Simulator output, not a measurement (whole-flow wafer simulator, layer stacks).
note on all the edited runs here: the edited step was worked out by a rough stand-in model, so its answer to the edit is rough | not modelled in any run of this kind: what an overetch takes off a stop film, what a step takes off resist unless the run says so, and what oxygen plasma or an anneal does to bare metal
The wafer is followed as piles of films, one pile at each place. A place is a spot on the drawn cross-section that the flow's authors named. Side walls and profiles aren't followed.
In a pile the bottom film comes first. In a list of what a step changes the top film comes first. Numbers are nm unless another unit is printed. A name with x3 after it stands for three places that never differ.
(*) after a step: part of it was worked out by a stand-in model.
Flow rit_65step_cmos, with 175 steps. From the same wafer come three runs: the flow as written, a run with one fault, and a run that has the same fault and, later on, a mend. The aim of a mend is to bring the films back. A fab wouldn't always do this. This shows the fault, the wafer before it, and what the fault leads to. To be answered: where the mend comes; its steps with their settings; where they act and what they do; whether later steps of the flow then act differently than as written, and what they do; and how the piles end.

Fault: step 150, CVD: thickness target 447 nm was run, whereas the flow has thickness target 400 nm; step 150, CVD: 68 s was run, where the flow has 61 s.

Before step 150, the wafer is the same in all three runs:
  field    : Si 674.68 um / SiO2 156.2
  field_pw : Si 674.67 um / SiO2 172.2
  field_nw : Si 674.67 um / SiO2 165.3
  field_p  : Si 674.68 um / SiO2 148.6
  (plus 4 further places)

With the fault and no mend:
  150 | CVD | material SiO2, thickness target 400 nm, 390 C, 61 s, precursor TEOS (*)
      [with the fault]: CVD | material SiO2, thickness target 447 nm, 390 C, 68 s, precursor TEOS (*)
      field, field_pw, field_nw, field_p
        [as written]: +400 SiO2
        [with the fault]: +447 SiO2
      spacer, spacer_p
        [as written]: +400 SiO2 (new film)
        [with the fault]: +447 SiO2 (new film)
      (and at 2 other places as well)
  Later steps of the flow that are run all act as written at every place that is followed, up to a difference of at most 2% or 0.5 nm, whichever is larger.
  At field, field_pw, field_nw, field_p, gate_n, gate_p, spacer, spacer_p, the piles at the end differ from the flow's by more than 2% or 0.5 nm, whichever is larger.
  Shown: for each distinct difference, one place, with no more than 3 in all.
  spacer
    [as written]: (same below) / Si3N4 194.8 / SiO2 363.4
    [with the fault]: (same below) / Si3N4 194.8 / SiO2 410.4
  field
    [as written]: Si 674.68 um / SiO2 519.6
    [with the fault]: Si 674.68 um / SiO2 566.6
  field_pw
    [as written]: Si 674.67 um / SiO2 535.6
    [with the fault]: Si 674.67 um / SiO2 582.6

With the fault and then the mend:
  After step 151 comes the mend.
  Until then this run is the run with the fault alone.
  151a | ETCH | chemistry boe, depth target 47.76 nm
      field, field_pw, field_nw, field_p, gate_n, gate_p, spacer, spacer_p
        -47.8 SiO2
  Later steps of the flow that are run all act as written at every place that is followed, up to a difference of at most 2% or 0.5 nm, whichever is larger.
  The piles end only slightly different from the flow's at the places that both follow, by no more than 2% or 0.5 nm, whichever is larger.
